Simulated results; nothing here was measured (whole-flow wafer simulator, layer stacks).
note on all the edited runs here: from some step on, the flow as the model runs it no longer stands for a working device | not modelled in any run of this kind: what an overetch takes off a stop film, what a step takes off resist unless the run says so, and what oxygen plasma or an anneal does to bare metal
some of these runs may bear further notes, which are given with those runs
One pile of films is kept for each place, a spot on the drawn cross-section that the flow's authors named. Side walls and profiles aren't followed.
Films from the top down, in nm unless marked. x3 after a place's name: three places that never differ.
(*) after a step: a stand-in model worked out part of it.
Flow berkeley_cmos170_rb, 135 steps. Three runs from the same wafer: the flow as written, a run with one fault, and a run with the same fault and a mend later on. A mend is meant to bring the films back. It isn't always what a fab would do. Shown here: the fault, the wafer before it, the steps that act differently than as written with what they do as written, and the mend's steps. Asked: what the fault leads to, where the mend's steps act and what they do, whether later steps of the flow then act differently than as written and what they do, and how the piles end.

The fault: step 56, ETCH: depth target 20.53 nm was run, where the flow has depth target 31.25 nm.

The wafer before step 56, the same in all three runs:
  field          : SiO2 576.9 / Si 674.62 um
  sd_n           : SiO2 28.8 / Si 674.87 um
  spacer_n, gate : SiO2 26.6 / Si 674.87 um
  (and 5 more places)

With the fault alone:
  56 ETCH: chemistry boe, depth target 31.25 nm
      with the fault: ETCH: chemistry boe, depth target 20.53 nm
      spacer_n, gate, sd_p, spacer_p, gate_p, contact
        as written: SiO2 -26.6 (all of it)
        with the fault: SiO2 -20.5
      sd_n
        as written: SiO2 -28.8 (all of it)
        with the fault: SiO2 -20.5
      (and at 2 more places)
  Later steps of the flow that act differently than as written (31 more steps differ only slightly, by at most 2% or 0.5 nm, whichever is larger, and aren't shown):
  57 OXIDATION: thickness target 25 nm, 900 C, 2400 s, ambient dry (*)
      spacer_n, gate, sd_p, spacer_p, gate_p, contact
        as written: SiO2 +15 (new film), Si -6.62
        with the fault: SiO2 +12.9, Si -5.68
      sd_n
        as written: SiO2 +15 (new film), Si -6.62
        with the fault: SiO2 +12.4, Si -5.46
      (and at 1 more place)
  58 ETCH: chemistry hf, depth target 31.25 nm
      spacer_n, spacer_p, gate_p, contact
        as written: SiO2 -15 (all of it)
        with the fault: SiO2 -18.9 (all of it)
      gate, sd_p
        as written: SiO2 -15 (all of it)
        with the fault: SiO2 -19 (all of it)
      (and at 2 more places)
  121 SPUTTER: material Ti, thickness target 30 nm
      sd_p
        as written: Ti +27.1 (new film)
        with the fault: Ti +25.1 (new film)
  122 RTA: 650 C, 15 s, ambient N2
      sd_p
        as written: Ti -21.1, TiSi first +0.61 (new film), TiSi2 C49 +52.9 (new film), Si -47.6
        with the fault: Ti -19.6, TiSi2 C49 +49.8 (new film), Si -44.5
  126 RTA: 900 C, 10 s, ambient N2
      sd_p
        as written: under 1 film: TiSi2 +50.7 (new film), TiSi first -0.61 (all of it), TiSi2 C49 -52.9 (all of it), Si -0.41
        with the fault: under 1 film: TiSi2 +46.9 (new film), TiSi2 C49 -49.8 (all of it)
  At the end the piles differ from the flow's by more than 2% or 0.5 nm, whichever is larger, at sd_p.
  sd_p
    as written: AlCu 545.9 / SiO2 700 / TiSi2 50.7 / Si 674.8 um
    with the fault: AlCu 541.4 / SiO2 700 / TiSi2 46.9 / Si 674.81 um

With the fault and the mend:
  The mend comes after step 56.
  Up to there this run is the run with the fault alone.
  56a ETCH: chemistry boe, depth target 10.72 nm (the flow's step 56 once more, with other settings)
      spacer_n, spacer_p, gate_p, contact
        SiO2 -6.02 (all of it)
      gate, sd_p
        SiO2 -6.1 (all of it)
      field
        SiO2 -10.7
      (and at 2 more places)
  No later step of the flow acts differently than as written, at any place that is followed, by more than 2% or 0.5 nm, whichever is larger.
  At the end the piles are the same as the flow's at every place that both follow.
